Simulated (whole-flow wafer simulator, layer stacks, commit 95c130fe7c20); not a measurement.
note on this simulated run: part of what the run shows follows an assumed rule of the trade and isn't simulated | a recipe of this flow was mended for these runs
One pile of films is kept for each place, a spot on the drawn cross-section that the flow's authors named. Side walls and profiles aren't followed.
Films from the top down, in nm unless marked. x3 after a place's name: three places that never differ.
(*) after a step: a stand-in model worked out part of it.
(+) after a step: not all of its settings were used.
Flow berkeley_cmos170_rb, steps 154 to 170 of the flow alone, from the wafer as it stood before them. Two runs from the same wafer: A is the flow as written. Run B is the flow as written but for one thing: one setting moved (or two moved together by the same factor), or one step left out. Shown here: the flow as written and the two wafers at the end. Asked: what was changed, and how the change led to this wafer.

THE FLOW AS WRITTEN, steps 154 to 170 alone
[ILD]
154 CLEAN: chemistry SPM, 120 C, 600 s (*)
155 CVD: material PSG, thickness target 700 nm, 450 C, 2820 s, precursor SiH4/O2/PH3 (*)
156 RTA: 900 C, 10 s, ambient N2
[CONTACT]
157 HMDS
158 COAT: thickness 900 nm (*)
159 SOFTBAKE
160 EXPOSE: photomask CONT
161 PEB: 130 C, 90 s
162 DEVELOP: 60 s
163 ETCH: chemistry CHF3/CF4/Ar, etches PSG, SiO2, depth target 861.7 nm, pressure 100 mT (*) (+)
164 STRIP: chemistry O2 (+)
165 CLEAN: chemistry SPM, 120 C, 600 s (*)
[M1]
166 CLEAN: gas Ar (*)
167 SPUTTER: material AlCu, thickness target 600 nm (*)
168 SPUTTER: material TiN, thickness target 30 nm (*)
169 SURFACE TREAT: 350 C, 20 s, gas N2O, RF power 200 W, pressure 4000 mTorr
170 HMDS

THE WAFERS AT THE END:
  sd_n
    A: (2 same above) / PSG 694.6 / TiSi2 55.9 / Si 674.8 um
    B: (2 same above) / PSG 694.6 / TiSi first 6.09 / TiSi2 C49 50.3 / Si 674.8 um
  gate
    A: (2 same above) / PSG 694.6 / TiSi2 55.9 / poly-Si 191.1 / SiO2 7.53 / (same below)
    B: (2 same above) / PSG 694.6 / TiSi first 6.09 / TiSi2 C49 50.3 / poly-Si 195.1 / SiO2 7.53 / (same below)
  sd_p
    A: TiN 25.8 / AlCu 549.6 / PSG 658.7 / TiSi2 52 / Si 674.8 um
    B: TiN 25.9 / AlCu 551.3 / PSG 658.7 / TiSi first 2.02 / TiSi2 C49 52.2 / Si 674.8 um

The cause: step 156, RTA: 900 C, 10 s, ambient N2, was left out.

How the change led to this, step by step:
  163 ETCH: chemistry CHF3/CF4/Ar, etches PSG, SiO2, depth target 861.7 nm, pressure 100 mT (*) (+)
      contact: A PSG -700 (all of it), TiSi2 -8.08 | B PSG -700 (all of it)
  166 CLEAN: gas Ar (*)
      contact: A TiSi2 -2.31 | B TiSi first -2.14
